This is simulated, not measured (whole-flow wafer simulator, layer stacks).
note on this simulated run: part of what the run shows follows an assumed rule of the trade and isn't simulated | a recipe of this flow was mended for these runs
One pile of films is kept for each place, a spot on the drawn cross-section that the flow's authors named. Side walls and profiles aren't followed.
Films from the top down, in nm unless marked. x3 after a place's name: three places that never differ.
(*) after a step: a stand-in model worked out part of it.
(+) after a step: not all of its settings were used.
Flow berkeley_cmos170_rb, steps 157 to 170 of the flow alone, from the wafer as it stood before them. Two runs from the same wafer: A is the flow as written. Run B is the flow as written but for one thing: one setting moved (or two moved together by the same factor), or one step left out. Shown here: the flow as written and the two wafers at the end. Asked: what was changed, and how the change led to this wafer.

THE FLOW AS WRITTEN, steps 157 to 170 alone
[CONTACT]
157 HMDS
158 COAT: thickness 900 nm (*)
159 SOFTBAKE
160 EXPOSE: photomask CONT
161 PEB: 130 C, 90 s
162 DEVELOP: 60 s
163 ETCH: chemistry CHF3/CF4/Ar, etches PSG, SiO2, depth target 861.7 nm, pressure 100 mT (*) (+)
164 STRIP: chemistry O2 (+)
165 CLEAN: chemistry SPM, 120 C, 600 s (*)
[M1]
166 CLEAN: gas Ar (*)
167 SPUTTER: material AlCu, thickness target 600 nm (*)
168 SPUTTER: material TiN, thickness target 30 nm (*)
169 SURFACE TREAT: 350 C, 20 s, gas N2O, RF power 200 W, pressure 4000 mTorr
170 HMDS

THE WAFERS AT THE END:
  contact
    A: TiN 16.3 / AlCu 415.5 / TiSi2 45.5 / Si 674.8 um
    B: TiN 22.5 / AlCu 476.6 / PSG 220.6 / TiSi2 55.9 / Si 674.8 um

The cause: step 163, ETCH: depth target 473.9 nm was run, where the flow has depth target 861.7 nm.

How the change led to this, step by step:
  163 ETCH: chemistry CHF3/CF4/Ar, etches PSG, SiO2, depth target 861.7 nm, pressure 100 mT (*) (+)
      contact: A PSG -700 (all of it), TiSi2 -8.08 | B PSG -473.9
      field, sd_n, spacer_n, gate, sd_p, spacer_p, gate_p, m1: A KrF-resist -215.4 | B KrF-resist -118.5
  164 STRIP: chemistry O2 (+)
      field: A KrF-resist -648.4 (all of it) | B KrF-resist -745.3 (all of it)
      sd_n: A KrF-resist -772.5 (all of it) | B KrF-resist -869.4 (all of it)
      (and at 6 more places)
  166 CLEAN: gas Ar (*)
      contact: A TiSi2 -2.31 | B PSG -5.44
  167 SPUTTER: material AlCu, thickness target 600 nm (*)
      contact: A AlCu +415.5 (new film) | B AlCu +476.6 (new film)
  168 SPUTTER: material TiN, thickness target 30 nm (*)
      contact: A TiN +16.3 (new film) | B TiN +22.5 (new film)
